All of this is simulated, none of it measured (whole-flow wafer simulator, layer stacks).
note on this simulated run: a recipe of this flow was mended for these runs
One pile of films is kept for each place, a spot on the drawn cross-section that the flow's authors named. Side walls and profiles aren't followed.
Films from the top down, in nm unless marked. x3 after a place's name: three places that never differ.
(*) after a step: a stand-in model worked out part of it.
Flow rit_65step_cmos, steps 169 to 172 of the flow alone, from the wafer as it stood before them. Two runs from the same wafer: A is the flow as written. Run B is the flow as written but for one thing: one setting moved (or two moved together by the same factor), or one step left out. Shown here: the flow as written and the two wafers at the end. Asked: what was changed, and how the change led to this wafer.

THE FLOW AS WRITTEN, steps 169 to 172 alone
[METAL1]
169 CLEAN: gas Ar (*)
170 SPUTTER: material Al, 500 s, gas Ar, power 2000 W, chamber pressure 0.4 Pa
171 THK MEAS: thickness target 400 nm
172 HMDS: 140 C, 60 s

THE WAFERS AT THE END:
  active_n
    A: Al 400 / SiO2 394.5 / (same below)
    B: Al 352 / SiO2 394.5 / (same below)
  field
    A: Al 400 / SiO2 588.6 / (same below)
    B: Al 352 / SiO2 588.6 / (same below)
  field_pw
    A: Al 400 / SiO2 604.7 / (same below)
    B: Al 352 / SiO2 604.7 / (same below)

The cause: step 170, SPUTTER: power 1760 W was run, where the flow has power 2000 W.

How the change led to this, step by step:
  170 SPUTTER: material Al, 500 s, gas Ar, power 2000 W, chamber pressure 0.4 Pa
      field, field_pw, field_nw and 10 more: A Al +400 (new film) | B Al +352 (new film)
      contact: A Al +255.4 (new film) | B Al +227.1 (new film)
